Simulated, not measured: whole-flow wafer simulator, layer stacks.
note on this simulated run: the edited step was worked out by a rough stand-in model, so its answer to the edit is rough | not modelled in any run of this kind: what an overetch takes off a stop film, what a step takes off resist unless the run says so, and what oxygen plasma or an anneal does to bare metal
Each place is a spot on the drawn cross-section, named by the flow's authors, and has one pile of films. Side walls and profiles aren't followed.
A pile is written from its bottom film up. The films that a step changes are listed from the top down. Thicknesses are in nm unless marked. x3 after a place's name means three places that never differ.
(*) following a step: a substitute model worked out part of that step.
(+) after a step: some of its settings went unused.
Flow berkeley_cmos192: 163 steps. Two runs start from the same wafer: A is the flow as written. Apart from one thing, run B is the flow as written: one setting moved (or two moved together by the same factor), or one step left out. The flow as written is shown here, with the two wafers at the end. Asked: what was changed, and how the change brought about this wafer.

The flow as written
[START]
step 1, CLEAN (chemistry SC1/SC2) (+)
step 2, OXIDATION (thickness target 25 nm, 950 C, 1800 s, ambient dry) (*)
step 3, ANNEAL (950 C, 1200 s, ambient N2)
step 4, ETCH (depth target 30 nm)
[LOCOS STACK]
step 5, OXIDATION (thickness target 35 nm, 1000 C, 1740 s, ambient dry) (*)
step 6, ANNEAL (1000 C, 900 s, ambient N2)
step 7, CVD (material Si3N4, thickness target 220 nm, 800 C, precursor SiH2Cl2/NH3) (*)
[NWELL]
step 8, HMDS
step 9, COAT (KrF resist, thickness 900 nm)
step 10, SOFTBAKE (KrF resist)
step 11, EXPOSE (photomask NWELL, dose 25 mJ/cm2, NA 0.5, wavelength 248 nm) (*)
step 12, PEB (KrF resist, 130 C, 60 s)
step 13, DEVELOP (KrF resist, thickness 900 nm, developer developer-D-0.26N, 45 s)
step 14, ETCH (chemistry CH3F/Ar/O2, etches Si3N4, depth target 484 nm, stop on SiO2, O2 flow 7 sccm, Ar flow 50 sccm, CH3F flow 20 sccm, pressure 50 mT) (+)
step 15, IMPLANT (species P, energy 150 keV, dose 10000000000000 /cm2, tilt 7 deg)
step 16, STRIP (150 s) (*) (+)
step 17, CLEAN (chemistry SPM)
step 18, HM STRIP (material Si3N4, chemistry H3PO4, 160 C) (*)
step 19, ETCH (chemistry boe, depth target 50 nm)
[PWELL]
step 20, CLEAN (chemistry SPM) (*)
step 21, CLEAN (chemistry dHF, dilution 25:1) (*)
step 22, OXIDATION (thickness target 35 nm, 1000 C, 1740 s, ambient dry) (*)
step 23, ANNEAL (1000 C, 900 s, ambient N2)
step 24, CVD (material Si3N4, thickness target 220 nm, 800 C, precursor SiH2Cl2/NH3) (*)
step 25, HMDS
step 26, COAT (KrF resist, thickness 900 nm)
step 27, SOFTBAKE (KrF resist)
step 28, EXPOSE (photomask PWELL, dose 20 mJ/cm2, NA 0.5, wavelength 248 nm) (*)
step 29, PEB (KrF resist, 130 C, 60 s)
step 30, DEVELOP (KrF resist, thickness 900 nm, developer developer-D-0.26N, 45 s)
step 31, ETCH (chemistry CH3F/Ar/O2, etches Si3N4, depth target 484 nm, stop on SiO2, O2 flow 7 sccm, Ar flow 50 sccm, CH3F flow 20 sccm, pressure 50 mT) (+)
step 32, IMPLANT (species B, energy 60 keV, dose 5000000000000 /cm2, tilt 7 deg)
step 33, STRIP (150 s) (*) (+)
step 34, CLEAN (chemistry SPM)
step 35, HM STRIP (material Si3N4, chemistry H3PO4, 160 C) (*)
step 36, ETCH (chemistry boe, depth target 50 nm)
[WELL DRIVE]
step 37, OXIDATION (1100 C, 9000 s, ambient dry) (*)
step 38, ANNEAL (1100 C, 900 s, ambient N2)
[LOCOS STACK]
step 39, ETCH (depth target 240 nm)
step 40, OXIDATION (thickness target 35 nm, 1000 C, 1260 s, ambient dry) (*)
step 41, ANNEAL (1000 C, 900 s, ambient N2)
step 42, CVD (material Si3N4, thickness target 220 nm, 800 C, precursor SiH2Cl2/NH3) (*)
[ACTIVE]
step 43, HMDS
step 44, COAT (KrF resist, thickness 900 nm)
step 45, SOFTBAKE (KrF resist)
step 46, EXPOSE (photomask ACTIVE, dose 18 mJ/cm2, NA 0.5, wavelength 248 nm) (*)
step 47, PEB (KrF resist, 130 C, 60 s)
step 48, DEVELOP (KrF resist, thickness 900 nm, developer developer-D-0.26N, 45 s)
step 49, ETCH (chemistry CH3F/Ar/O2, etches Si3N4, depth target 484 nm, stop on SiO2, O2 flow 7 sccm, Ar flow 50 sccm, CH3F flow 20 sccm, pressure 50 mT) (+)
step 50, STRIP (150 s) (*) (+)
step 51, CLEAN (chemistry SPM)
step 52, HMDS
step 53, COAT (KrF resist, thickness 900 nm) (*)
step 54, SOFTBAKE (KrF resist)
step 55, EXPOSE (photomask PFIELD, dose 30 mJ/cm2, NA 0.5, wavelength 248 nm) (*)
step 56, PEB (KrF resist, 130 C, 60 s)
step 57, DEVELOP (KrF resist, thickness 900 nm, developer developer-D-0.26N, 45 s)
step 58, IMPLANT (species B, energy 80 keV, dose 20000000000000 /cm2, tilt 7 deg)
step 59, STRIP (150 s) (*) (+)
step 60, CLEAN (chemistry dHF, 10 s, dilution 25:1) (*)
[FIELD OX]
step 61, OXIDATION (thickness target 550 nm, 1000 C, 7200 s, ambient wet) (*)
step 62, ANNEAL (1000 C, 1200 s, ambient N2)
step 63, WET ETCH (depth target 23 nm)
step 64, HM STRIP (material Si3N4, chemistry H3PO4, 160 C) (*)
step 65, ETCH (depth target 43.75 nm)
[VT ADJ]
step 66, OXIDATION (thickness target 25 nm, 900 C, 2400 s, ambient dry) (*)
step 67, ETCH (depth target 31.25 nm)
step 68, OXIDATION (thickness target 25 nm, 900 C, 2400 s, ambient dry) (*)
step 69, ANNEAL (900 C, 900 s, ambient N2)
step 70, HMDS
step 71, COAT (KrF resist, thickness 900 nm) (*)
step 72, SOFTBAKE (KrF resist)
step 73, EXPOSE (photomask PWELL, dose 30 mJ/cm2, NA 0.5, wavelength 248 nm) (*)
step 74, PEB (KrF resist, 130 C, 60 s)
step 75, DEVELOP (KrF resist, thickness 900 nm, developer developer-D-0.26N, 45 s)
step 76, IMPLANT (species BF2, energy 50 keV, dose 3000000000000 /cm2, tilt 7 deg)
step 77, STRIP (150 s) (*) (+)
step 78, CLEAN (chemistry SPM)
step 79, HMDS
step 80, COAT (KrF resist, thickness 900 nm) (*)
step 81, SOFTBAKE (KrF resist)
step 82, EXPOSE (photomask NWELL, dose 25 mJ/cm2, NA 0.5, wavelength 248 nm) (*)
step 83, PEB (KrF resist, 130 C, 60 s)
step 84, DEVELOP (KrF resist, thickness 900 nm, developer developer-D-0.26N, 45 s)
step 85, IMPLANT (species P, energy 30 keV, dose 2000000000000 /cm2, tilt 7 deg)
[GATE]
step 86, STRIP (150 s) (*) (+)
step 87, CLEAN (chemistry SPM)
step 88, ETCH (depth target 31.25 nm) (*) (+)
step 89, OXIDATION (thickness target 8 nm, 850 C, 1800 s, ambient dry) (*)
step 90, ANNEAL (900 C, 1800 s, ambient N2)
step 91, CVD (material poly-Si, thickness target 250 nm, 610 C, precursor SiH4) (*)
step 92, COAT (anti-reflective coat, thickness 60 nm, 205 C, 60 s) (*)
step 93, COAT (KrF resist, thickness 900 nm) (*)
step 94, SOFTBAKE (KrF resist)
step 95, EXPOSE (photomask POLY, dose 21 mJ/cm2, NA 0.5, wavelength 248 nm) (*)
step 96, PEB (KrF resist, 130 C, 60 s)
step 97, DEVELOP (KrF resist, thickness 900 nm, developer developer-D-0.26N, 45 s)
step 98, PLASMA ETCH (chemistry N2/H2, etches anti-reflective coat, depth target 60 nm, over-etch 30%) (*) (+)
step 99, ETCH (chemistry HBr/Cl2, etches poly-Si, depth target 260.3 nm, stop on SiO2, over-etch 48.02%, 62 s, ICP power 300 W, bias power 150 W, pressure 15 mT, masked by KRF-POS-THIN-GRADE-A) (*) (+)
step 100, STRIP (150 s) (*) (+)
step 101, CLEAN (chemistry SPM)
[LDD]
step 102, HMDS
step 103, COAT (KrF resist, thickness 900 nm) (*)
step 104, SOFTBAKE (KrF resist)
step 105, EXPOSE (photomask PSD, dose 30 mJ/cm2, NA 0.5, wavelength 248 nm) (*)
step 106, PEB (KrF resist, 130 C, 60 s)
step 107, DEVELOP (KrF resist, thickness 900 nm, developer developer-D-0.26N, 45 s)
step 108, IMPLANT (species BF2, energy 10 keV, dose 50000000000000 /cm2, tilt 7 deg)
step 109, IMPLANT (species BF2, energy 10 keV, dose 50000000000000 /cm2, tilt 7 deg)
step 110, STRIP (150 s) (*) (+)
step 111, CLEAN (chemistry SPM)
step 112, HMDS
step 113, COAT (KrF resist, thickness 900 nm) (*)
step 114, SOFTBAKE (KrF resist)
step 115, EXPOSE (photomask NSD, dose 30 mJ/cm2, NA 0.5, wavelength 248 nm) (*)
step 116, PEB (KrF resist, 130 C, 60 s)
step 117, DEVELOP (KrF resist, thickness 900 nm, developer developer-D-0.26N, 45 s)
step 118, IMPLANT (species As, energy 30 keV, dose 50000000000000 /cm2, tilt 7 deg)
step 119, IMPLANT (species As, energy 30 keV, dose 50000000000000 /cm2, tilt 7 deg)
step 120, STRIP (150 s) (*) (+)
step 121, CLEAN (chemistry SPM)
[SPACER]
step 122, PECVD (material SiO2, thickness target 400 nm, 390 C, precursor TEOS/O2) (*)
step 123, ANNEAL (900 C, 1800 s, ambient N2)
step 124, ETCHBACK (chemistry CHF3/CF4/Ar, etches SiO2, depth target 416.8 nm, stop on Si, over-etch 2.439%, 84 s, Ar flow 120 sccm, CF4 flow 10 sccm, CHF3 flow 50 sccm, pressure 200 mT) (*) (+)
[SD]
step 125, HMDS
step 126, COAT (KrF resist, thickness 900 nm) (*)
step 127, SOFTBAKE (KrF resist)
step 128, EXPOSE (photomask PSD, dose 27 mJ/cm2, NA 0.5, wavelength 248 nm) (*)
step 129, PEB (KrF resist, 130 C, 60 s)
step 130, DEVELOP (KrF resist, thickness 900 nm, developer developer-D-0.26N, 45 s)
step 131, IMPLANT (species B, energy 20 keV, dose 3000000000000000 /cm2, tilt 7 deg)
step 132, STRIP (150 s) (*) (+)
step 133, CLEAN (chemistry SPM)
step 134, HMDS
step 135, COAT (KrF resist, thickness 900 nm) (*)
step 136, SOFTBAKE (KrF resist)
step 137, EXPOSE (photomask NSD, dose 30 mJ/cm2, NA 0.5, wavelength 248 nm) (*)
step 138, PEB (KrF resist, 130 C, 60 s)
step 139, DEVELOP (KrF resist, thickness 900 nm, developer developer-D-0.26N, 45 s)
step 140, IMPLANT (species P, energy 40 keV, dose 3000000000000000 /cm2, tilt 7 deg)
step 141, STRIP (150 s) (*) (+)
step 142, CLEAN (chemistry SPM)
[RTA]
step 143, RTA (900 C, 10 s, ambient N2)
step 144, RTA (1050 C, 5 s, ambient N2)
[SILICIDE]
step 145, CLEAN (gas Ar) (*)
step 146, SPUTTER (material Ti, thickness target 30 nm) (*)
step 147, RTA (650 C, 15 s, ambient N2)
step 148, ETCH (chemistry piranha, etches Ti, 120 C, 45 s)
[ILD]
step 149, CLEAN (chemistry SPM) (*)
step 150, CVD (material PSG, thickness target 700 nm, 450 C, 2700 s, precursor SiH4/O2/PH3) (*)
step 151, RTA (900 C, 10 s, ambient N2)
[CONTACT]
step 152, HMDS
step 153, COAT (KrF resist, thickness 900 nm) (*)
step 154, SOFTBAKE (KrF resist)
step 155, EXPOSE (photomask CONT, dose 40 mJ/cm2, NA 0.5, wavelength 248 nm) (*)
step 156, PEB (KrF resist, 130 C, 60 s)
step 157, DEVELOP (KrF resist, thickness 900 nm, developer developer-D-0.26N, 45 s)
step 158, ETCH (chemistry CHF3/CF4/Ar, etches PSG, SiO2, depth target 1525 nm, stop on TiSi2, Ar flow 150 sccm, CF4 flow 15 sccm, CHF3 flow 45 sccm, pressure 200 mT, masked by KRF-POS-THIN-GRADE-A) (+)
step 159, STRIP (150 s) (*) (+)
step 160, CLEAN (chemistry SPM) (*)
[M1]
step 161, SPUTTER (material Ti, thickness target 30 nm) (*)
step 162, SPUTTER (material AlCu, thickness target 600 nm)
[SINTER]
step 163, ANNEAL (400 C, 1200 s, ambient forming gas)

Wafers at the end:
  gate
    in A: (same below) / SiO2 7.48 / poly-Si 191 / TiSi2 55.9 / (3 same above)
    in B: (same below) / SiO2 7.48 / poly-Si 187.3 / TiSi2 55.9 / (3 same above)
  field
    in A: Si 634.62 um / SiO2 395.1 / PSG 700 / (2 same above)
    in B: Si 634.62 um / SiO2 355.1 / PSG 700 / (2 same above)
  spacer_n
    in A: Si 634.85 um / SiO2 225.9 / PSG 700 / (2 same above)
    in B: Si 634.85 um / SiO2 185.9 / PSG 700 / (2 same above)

What caused this: step 122, PECVD: thickness target 360 nm was run, whereas the flow has thickness target 400 nm.

Step by step, how the change led to this:
  step 122, PECVD (material SiO2, thickness target 400 nm, 390 C, precursor TEOS/O2) (*)
      field, sd_n, contact, m1: A +400 SiO2 | B +360 SiO2
      spacer_n, sd_p, spacer_p: A +385.5 SiO2 | B +347.1 SiO2
      (as well as at 2 more places)
  step 124, ETCHBACK (chemistry CHF3/CF4/Ar, etches SiO2, depth target 416.8 nm, stop on Si, over-etch 2.439%, 84 s, Ar flow 120 sccm, CF4 flow 10 sccm, CHF3 flow 50 sccm, pressure 200 mT) (*) (+)
      gate, gate_p: A -400 SiO2 (all of it), -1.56 chemical SiO2 (all of it), -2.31 poly-Si | B -360 SiO2 (all of it), -1.56 chemical SiO2 (all of it), -5.95 poly-Si
      sd_n: A -406 SiO2 (all of it) | B -366 SiO2 (all of it)
      (as well as at 3 more places)
  step 126, COAT (KrF resist, thickness 900 nm) (*)
      sd_n: A +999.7 KrF resist (new film) | B +976.6 KrF resist (new film)
      spacer_n: A +791.6 KrF resist (new film) | B +809.3 KrF resist (new film)
      (as well as at 5 more places)
  step 130, DEVELOP (KrF resist, thickness 900 nm, developer developer-D-0.26N, 45 s)
      sd_p: A -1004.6 KrF resist (all of it) | B -983.6 KrF resist (all of it)
      spacer_p: A -784.6 KrF resist (all of it) | B -804.1 KrF resist (all of it)
      (as well as at 1 more place)
  step 132, STRIP (150 s) (*) (+)
      sd_n: A +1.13 chemical SiO2 (new film), -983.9 KrF resist (all of it), -0.5 Si | B +1.13 chemical SiO2 (new film), -960.8 KrF resist (all of it), -0.5 Si
      spacer_n: A -776.1 KrF resist (all of it) | B -793.8 KrF resist (all of it)
      (as well as at 2 more places)
  step 135, COAT (KrF resist, thickness 900 nm) (*)
      sd_n: A +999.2 KrF resist (new film) | B +976.3 KrF resist (new film)
      spacer_n: A +791.1 KrF resist (new film) | B +809.6 KrF resist (new film)
      (as well as at 5 more places)
  step 139, DEVELOP (KrF resist, thickness 900 nm, developer developer-D-0.26N, 45 s)
      sd_n: A -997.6 KrF resist (all of it) | B -974.7 KrF resist (all of it)
      spacer_n: A -789.9 KrF resist (all of it) | B -808.4 KrF resist (all of it)
      (as well as at 1 more place)
  step 141, STRIP (150 s) (*) (+)
      gate_p: A -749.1 KrF resist (all of it), +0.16 chemical SiO2 | B -732.7 KrF resist (all of it), +0.17 chemical SiO2, -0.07 poly-Si
      sd_p: A -989.8 KrF resist (all of it), +0.16 chemical SiO2, -0.07 Si | B -969.1 KrF resist (all of it), +0.17 chemical SiO2, -0.07 Si
      (as well as at 2 more places)
  step 146, SPUTTER (material Ti, thickness target 30 nm) (*)
      sd_p: A +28 Ti (new film) | B +28.6 Ti (new film)
  step 147, RTA (650 C, 15 s, ambient N2)
      sd_p: A -21.9 Ti, +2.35 TiSi first (new film), +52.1 TiSi2 C49 (new film), -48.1 Si | B -22.3 Ti, +3.47 TiSi first (new film), +51.6 TiSi2 C49 (new film), -48.3 Si
  step 151, RTA (900 C, 10 s, ambient N2)
      sd_p: A under 1 film: +52.2 TiSi2 (new film), -2.25 TiSi first (all of it), -52.1 TiSi2 C49 (all of it), -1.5 Si | B under 1 film: +53.3 TiSi2 (new film), -3.36 TiSi first (all of it), -51.6 TiSi2 C49 (all of it), -2.23 Si
  step 153, COAT (KrF resist, thickness 900 nm) (*)
      sd_n: A +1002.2 KrF resist (new film) | B +977.4 KrF resist (new film)
      gate: A +809.7 KrF resist (new film) | B +784.1 KrF resist (new film)
      (as well as at 3 more places)
  step 159, STRIP (150 s) (*) (+)
      sd_n: A -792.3 KrF resist (all of it) | B -767.5 KrF resist (all of it)
      gate: A -600.1 KrF resist (all of it) | B -574.6 KrF resist (all of it)
      (as well as at 4 more places)
  step 161, SPUTTER (material Ti, thickness target 30 nm) (*)
      sd_p: A +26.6 Ti (new film) | B +27.4 Ti (new film)
  step 162, SPUTTER (material AlCu, thickness target 600 nm)
      sd_p: A +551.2 AlCu (new film) | B +572.6 AlCu (new film)
